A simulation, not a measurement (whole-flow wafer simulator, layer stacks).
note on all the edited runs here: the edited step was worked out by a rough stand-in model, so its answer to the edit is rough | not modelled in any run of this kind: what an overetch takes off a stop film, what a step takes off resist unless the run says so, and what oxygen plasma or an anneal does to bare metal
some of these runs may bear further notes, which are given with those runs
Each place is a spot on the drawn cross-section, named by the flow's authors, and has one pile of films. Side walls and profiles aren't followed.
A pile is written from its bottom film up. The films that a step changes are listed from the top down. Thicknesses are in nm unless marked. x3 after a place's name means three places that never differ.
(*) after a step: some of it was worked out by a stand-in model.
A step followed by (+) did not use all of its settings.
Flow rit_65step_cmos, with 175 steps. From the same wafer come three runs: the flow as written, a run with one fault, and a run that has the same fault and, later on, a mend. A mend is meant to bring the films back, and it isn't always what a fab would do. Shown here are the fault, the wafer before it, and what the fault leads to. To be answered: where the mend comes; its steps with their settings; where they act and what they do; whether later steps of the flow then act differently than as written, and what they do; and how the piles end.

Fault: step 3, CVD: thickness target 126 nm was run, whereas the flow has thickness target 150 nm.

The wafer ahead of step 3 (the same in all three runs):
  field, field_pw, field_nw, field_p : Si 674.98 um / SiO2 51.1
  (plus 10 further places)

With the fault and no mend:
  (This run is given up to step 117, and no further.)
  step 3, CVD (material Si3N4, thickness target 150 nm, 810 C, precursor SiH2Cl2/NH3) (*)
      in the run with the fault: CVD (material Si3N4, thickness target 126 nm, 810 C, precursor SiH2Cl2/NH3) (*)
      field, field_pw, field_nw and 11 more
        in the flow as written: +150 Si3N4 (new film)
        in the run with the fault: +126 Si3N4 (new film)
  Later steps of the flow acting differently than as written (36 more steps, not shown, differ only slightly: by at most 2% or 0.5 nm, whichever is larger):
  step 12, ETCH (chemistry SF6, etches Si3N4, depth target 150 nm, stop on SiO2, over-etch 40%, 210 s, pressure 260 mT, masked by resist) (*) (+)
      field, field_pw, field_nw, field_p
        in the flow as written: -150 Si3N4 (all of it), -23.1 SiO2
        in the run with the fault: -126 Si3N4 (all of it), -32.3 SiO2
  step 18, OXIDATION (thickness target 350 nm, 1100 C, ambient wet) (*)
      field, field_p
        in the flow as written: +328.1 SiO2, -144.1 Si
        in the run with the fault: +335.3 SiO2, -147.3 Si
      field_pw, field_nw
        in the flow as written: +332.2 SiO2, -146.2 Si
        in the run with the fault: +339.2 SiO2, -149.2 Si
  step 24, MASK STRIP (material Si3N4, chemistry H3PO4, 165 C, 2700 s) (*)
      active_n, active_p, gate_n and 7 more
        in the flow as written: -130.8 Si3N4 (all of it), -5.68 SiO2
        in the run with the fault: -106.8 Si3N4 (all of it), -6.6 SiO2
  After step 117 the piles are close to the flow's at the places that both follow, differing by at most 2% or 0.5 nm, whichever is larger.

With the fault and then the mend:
  The mend follows step 4.
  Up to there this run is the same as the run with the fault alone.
  step 4a, ETCH (chemistry h3po4, depth target 144.9 nm)
      field, field_pw, field_nw and 11 more
        -126 Si3N4 (all of it)
  step 4b, CLEAN (chemistry SC2, 75 C, 600 s)
      leaves every film unchanged at each place that is followed
  step 4c, CVD (material Si3N4, thickness target 150 nm, 810 C, precursor SiH2Cl2/NH3) (*) (the flow's step 3 again)
      field, field_pw, field_nw and 11 more
        +150 Si3N4 (new film)
  None of the later steps of the flow acts differently than as written at any place that is followed.
  By the end, the piles equal the flow's at every place that both follow.
